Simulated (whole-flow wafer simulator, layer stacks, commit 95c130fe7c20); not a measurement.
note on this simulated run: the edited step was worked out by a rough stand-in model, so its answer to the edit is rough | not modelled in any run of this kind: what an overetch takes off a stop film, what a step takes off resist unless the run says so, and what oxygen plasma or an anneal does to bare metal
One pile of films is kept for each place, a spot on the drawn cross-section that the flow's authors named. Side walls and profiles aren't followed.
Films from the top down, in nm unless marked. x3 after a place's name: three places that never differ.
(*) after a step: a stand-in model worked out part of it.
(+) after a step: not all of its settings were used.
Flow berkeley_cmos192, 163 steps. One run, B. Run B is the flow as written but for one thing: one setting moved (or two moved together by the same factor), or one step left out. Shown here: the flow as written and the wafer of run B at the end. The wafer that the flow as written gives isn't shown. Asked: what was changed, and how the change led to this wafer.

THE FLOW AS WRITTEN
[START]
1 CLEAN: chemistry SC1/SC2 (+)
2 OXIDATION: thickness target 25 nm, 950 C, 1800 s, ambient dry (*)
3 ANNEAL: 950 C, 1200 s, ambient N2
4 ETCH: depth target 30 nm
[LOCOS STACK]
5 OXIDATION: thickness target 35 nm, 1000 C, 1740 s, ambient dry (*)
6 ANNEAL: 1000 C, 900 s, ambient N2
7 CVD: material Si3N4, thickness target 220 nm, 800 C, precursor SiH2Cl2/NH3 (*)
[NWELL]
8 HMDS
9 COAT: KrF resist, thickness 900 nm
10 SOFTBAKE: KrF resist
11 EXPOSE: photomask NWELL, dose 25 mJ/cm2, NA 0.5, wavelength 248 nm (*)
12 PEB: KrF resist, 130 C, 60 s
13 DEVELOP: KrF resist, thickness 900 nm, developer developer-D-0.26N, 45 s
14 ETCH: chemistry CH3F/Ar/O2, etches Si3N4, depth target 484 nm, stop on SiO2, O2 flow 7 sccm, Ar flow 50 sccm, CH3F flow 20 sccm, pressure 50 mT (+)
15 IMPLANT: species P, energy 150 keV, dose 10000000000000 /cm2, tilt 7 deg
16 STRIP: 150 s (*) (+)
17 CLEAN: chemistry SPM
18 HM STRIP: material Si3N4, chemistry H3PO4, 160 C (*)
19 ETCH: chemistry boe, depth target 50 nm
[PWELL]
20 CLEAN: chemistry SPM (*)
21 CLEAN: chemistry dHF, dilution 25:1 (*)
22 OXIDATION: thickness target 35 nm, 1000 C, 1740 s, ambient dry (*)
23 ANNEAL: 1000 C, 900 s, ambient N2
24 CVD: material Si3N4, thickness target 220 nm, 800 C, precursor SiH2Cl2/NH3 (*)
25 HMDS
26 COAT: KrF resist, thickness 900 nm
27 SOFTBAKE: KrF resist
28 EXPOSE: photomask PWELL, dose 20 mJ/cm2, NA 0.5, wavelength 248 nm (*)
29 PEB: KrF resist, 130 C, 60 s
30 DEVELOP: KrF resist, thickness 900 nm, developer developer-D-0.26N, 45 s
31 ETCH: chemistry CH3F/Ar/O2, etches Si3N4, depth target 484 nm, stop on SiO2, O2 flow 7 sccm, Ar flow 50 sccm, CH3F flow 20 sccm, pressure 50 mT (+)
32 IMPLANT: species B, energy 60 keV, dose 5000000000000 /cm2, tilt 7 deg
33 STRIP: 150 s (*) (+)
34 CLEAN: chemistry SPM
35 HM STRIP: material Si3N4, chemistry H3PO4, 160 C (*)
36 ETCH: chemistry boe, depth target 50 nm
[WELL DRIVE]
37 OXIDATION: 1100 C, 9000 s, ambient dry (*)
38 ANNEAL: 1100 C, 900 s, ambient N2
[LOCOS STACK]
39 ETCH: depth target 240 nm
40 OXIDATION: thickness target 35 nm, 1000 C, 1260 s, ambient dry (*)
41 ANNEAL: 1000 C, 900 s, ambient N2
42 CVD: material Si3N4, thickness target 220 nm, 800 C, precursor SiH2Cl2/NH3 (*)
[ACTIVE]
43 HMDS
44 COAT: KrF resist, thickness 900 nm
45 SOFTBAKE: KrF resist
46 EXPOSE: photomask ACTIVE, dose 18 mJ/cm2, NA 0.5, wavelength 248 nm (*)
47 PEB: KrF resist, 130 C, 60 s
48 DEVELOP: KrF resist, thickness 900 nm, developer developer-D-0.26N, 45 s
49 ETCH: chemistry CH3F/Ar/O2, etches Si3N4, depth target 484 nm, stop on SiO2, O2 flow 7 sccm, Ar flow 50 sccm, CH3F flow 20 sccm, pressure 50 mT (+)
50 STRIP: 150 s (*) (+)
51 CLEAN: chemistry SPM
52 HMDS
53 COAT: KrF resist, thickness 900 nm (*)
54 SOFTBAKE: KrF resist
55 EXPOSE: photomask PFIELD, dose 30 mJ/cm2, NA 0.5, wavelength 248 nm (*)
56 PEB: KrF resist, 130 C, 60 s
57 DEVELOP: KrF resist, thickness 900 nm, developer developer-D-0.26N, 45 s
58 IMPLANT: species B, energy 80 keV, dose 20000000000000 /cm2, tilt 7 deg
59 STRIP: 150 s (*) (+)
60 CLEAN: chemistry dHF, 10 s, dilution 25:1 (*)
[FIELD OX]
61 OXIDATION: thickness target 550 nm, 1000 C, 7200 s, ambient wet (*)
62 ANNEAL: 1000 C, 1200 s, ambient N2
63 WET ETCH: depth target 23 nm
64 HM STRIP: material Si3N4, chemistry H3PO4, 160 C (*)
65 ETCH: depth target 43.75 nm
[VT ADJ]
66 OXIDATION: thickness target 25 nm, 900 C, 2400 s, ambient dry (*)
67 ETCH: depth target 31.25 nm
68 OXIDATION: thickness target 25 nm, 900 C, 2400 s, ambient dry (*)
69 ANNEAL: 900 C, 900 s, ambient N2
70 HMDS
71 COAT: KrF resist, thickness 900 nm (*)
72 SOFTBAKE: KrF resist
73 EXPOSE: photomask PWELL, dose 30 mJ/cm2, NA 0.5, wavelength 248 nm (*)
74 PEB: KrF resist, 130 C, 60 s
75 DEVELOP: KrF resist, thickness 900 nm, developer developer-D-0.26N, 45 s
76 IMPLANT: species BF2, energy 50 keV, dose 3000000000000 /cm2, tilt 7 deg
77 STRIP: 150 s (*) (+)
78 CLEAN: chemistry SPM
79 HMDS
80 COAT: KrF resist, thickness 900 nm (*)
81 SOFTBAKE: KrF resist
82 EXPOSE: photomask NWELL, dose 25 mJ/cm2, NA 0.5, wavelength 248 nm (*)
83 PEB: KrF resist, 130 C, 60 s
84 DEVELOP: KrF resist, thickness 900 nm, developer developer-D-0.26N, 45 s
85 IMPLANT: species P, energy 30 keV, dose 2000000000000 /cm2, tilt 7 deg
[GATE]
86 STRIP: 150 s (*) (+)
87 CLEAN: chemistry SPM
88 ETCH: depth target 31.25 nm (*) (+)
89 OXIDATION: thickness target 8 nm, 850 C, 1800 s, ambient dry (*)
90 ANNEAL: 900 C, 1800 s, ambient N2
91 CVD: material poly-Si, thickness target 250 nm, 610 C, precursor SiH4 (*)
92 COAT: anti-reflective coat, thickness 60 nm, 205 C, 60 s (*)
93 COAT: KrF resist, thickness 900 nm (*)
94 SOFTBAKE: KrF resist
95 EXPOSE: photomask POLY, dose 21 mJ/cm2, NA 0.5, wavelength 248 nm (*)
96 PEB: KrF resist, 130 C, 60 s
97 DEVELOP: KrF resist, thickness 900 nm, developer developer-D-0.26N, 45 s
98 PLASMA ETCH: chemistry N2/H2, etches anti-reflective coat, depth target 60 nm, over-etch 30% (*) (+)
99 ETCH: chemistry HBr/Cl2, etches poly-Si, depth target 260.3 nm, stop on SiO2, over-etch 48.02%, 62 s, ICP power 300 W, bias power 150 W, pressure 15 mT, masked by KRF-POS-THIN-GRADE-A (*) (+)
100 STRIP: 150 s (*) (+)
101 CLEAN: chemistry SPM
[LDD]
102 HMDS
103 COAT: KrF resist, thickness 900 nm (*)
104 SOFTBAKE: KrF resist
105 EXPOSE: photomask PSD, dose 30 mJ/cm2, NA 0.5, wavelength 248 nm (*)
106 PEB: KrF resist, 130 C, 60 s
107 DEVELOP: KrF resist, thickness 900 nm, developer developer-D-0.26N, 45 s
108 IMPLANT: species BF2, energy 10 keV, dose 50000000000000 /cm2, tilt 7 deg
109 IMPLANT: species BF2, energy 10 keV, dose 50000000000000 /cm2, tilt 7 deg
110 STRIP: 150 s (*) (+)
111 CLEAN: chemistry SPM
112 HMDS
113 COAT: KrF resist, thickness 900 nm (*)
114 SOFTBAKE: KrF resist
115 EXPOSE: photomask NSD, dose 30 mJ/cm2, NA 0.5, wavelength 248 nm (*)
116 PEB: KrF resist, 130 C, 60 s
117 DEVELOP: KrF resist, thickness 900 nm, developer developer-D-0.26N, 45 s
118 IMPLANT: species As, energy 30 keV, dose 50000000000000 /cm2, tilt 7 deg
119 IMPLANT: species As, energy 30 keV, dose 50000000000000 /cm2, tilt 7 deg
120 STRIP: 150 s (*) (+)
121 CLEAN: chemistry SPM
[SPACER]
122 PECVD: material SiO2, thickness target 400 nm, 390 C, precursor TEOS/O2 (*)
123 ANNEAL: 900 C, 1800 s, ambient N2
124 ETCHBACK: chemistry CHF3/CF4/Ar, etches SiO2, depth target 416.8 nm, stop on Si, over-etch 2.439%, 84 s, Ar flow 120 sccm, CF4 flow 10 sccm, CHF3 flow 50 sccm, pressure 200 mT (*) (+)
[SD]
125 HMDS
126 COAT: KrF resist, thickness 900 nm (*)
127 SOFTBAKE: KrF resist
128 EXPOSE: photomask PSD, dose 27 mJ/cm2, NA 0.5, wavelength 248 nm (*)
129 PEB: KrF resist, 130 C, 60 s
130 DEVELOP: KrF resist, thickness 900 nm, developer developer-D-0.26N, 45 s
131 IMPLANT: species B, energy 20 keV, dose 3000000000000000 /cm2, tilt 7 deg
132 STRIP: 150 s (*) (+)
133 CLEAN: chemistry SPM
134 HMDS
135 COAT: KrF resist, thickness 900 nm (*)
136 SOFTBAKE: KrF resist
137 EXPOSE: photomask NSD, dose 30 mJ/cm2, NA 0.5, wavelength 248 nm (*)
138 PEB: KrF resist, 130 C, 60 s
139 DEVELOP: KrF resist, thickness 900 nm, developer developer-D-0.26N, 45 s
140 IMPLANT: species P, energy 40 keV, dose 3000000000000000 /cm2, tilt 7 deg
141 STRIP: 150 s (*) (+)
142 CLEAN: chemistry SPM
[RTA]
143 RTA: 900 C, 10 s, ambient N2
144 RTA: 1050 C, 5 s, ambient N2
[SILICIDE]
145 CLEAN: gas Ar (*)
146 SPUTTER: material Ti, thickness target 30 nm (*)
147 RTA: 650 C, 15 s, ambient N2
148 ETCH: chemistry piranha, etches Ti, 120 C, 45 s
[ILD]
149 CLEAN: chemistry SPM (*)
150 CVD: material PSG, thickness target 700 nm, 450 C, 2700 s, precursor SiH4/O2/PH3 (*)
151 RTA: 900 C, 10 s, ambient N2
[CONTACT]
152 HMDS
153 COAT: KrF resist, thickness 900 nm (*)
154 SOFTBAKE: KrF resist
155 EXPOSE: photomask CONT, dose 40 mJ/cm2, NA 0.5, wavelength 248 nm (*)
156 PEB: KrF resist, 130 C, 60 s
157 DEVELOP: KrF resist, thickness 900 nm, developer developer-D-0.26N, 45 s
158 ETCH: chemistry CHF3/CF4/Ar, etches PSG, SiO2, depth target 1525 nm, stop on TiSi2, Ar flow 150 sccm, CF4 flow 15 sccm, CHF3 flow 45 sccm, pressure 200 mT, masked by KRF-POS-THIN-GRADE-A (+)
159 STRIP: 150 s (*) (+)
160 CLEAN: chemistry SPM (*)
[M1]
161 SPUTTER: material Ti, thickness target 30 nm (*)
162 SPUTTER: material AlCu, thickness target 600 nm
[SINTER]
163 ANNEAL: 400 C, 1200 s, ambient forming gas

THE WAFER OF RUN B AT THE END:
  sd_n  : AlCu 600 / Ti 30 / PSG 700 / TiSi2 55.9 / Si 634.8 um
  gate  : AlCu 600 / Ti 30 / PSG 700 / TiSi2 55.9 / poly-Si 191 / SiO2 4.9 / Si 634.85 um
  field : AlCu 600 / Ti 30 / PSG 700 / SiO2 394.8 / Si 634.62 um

The cause: step 89, OXIDATION: 833 s was run, where the flow has 1800 s.

How the change led to this, step by step:
  89 OXIDATION: thickness target 8 nm, 850 C, 1800 s, ambient dry (*)
      sd_n, spacer_n, gate, sd_p, spacer_p, gate_p, contact, m1: SiO2 +4.9 (new film), Si -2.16 (as written it would be: SiO2 +7.48 (new film), Si -3.29)
